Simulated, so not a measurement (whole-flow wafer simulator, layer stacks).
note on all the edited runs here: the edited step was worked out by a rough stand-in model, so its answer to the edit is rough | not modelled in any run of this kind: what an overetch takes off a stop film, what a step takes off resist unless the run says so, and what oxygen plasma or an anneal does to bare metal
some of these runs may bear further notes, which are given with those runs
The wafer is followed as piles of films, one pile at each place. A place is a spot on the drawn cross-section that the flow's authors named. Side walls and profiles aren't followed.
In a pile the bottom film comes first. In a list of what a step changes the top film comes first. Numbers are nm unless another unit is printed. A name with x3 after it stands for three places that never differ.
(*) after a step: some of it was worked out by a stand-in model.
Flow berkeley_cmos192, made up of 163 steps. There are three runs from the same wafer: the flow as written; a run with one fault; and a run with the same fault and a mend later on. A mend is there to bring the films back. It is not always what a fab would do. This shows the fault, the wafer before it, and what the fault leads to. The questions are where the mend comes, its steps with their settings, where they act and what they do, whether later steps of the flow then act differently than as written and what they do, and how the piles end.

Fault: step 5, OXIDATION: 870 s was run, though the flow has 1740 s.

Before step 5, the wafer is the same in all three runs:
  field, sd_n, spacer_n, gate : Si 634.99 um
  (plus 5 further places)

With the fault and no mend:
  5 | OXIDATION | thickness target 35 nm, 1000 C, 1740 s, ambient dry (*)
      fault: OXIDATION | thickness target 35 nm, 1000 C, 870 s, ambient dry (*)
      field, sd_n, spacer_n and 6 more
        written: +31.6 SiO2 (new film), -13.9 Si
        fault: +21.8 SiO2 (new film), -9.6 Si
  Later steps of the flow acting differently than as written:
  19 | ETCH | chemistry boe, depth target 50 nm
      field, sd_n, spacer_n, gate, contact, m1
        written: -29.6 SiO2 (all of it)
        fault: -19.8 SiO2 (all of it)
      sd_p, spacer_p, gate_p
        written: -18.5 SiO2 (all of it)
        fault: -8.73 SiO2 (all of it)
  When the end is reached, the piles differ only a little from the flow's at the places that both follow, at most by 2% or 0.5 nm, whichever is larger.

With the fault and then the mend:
  The mend follows step 5.
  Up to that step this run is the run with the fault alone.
  5a | OXIDATION | thickness target 35 nm, 1000 C, 870 s, ambient dry (*) (the flow's step 5 again, with other settings)
      field, sd_n, spacer_n and 6 more
        +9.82 SiO2, -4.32 Si
  Every later step of the flow that is run acts as written at every place that is followed.
  At every place that both follow, the piles at the end match the flow's.
